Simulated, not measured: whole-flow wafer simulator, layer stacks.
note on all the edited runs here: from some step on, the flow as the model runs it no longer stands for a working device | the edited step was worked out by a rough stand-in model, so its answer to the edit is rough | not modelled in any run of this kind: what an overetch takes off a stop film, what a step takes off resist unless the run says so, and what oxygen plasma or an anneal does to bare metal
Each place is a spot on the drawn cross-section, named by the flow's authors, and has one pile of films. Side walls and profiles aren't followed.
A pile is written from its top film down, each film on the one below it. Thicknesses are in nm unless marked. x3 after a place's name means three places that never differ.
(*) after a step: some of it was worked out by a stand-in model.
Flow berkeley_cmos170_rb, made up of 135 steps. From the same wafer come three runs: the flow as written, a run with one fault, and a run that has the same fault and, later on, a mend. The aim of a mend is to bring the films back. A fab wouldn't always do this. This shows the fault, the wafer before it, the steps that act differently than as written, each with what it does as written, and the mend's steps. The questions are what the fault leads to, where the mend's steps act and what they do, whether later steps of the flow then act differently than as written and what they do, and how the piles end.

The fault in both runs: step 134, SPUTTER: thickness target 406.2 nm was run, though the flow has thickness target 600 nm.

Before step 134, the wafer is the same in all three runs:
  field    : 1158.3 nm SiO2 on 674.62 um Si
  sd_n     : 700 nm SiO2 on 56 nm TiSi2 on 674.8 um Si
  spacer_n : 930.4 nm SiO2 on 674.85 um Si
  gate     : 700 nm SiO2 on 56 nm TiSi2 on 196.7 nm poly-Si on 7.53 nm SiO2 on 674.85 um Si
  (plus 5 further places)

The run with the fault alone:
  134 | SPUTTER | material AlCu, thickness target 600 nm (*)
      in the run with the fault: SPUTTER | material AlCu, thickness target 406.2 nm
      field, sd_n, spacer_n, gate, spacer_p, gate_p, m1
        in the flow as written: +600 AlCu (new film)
        in the run with the fault: +406.2 AlCu (new film)
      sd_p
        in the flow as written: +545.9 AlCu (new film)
        in the run with the fault: +363.9 AlCu (new film)
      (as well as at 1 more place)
  None of the later steps of the flow acts differently than as written at any place that is followed.
  The piles end different from the flow's at field, sd_n, spacer_n and 6 more by more than 2% or 0.5 nm, whichever is larger.
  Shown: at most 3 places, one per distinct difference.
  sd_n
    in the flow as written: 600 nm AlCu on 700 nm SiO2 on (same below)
    in the run with the fault: 406.2 nm AlCu on 700 nm SiO2 on (same below)
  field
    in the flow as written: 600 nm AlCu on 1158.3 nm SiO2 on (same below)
    in the run with the fault: 406.2 nm AlCu on 1158.3 nm SiO2 on (same below)
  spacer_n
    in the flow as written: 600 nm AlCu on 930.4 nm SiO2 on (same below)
    in the run with the fault: 406.2 nm AlCu on 930.4 nm SiO2 on (same below)

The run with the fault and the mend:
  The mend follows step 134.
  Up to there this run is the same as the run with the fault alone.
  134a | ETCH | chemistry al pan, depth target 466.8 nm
      field, sd_n, spacer_n, gate, spacer_p, gate_p, m1
        -406.2 AlCu (all of it)
      sd_p
        -363.9 AlCu (all of it)
      contact
        -285 AlCu (all of it)
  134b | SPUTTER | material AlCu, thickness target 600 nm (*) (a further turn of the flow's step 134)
      field, sd_n, spacer_n, gate, spacer_p, gate_p, m1
        +600 AlCu (new film)
      sd_p
        +545.9 AlCu (new film)
      contact
        +415.1 AlCu (new film)
  None of the later steps of the flow acts differently than as written at any place that is followed.
  By the end, the piles equal the flow's at every place that both follow.
